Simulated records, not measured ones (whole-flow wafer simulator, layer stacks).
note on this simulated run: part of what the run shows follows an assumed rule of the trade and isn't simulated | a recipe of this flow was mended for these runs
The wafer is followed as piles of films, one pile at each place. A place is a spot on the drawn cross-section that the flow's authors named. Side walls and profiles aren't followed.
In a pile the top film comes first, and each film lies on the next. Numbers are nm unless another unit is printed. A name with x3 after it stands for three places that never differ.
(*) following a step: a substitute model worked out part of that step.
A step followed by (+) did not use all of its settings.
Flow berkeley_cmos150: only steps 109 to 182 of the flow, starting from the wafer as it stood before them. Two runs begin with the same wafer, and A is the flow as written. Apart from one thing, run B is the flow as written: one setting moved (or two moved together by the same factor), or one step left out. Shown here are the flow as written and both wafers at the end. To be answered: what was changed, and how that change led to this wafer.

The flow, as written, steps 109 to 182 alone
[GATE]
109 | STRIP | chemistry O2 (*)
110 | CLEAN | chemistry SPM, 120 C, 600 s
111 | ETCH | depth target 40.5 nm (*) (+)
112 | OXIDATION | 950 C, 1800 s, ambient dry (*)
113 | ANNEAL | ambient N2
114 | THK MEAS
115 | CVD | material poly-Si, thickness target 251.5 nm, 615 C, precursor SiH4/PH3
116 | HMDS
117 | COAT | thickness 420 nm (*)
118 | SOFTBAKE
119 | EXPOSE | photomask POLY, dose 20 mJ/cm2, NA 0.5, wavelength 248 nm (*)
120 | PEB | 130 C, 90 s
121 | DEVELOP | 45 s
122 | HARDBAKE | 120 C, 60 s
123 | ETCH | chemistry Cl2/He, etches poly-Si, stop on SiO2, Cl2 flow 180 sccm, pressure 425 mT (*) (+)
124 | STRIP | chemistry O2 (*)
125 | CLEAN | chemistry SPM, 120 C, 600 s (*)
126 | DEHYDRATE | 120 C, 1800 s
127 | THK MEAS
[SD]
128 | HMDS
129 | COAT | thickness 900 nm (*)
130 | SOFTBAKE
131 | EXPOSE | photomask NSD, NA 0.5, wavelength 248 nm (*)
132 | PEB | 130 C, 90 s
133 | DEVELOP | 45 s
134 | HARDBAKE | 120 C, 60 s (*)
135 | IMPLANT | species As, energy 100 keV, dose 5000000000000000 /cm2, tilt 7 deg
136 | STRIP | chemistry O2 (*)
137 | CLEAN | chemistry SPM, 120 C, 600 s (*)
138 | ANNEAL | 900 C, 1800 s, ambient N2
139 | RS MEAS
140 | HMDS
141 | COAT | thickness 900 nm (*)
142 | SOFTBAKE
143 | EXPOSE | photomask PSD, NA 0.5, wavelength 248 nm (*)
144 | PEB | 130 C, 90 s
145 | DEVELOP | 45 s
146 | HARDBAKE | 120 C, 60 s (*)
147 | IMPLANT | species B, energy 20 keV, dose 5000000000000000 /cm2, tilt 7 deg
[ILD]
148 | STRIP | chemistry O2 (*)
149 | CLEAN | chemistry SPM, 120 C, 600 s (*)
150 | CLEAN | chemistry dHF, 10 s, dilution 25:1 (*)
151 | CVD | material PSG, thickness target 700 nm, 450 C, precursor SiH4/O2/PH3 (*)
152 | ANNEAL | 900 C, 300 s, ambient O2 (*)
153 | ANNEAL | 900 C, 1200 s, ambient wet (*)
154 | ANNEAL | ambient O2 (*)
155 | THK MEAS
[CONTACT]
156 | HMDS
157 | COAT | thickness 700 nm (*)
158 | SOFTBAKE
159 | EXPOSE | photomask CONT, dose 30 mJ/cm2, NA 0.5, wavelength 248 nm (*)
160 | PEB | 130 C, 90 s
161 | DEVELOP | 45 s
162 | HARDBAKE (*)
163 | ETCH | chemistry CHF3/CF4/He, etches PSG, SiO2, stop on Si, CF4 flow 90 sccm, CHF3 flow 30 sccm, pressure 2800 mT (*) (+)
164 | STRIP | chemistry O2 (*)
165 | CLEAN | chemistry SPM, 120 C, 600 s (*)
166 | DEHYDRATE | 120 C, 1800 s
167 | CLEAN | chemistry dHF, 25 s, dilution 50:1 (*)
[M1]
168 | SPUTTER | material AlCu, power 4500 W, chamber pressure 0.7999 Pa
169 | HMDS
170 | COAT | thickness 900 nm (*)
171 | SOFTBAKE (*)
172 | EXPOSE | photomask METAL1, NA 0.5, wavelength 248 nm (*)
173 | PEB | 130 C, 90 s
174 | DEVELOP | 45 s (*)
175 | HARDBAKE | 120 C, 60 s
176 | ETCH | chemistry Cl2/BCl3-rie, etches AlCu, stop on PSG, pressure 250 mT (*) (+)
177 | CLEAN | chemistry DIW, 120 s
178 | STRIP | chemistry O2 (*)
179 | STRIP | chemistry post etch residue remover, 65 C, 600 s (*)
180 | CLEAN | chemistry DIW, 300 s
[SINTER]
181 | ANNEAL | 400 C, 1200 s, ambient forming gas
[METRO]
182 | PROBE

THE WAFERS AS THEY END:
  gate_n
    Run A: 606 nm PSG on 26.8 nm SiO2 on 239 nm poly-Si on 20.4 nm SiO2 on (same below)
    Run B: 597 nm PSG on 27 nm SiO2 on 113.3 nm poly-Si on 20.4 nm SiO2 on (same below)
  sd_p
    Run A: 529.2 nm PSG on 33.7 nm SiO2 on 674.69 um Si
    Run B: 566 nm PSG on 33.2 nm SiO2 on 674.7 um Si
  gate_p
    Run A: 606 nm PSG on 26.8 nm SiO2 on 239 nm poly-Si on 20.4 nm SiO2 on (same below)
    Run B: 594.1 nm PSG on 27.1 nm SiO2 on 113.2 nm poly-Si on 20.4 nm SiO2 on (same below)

The reason: step 115, CVD: thickness target 125.8 nm was run, though the flow has thickness target 251.5 nm.

The path from the change to this, step by step:
  115 | CVD | material poly-Si, thickness target 251.5 nm, 615 C, precursor SiH4/PH3
      field, field_p, sd_n, gate_n, sd_p, gate_p, contact, m1: A +251.5 poly-Si (new film) | B +125.8 poly-Si (new film)
  117 | COAT | thickness 420 nm (*)
      field: A +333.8 KrF-resist (new film) | B +322.1 KrF-resist (new film)
      sd_n: A +563.3 KrF-resist (new film) | B +545 KrF-resist (new film)
  121 | DEVELOP | 45 s
      field: A -333.2 KrF-resist (all of it) | B -321.5 KrF-resist (all of it)
      sd_n: A -562.1 KrF-resist (all of it) | B -543.9 KrF-resist (all of it)
  123 | ETCH | chemistry Cl2/He, etches poly-Si, stop on SiO2, Cl2 flow 180 sccm, pressure 425 mT (*) (+)
      field, field_p, sd_n, sd_p, contact, m1: A -251.5 poly-Si (all of it), -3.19 SiO2 | B -125.8 poly-Si (all of it), -3.19 SiO2
      gate_n, gate_p: A -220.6 KrF-resist | B -130.8 KrF-resist
  124 | STRIP | chemistry O2 (*)
      gate_n: A +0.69 chemical SiO2 (new film), -176.1 KrF-resist (all of it), -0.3 poly-Si | B +0.66 chemical SiO2 (new film), -261.7 KrF-resist (all of it), -0.29 poly-Si
      gate_p: A +0.69 chemical SiO2 (new film), -213.2 KrF-resist (all of it), -0.3 poly-Si | B +0.66 chemical SiO2 (new film), -297.7 KrF-resist (all of it), -0.29 poly-Si
  129 | COAT | thickness 900 nm (*)
      gate_n: A +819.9 thick-KrF-resist (new film) | B +905.5 thick-KrF-resist (new film)
      sd_p: A +1133 thick-KrF-resist (new film) | B +1110 thick-KrF-resist (new film)
      (and at 1 other place as well)
  133 | DEVELOP | 45 s
      gate_n: A -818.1 thick-KrF-resist (all of it) | B -903.4 thick-KrF-resist (all of it)
  136 | STRIP | chemistry O2 (*)
      sd_p: A -1116.9 thick-KrF-resist (all of it) | B -1094 thick-KrF-resist (all of it)
      gate_p: A -873.6 thick-KrF-resist (all of it), +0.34 chemical SiO2, -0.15 poly-Si | B -959.4 thick-KrF-resist (all of it), +0.34 chemical SiO2, -0.15 poly-Si
  141 | COAT | thickness 900 nm (*)
      gate_n: A +819.7 thick-KrF-resist (new film) | B +905.3 thick-KrF-resist (new film)
      sd_p: A +1133 thick-KrF-resist (new film) | B +1110.1 thick-KrF-resist (new film)
      (and at 1 other place as well)
  145 | DEVELOP | 45 s
      sd_p: A -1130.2 thick-KrF-resist (all of it) | B -1107.3 thick-KrF-resist (all of it)
      gate_p: A -886.7 thick-KrF-resist (all of it) | B -972.6 thick-KrF-resist (all of it)
  148 | STRIP | chemistry O2 (*)
      gate_n: A -804.5 thick-KrF-resist (all of it), +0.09 chemical SiO2, -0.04 poly-Si | B -889.8 thick-KrF-resist (all of it), +0.09 chemical SiO2, -0.04 poly-Si
  151 | CVD | material PSG, thickness target 700 nm, 450 C, precursor SiH4/O2/PH3 (*)
      sd_p: A +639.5 PSG (new film) | B +666.5 PSG (new film)
  153 | ANNEAL | 900 C, 1200 s, ambient wet (*)
      sd_p: A -32 PSG, +23.9 SiO2, -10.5 Si | B -33.3 PSG, +23.5 SiO2, -10.3 Si
  157 | COAT | thickness 700 nm (*)
      field_p: A +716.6 KrF-resist (new film) | B +701.1 KrF-resist (new film)
      gate_n: A +650.5 KrF-resist (new film) | B +713.3 KrF-resist (new film)
      (and at 2 other places as well)
  164 | STRIP | chemistry O2 (*)
      field: A -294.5 KrF-resist (all of it) | B -288.5 KrF-resist (all of it)
      field_p: A -397.1 KrF-resist (all of it) | B -381.7 KrF-resist (all of it)
      (and at 3 other places as well)
  168 | SPUTTER | material AlCu, power 4500 W, chamber pressure 0.7999 Pa
      sd_p: A +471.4 AlCu (new film) | B +561.3 AlCu (new film)
  ... 2 other steps ...
  176 | ETCH | chemistry Cl2/BCl3-rie, etches AlCu, stop on PSG, pressure 250 mT (*) (+)
      gate_n: A -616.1 AlCu (all of it), -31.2 PSG | B -605.8 AlCu (all of it), -32.5 PSG
      sd_p: A -461.4 AlCu (all of it), -50.6 PSG | B -551.3 AlCu (all of it), -39.4 PSG
      (and at 1 other place as well)
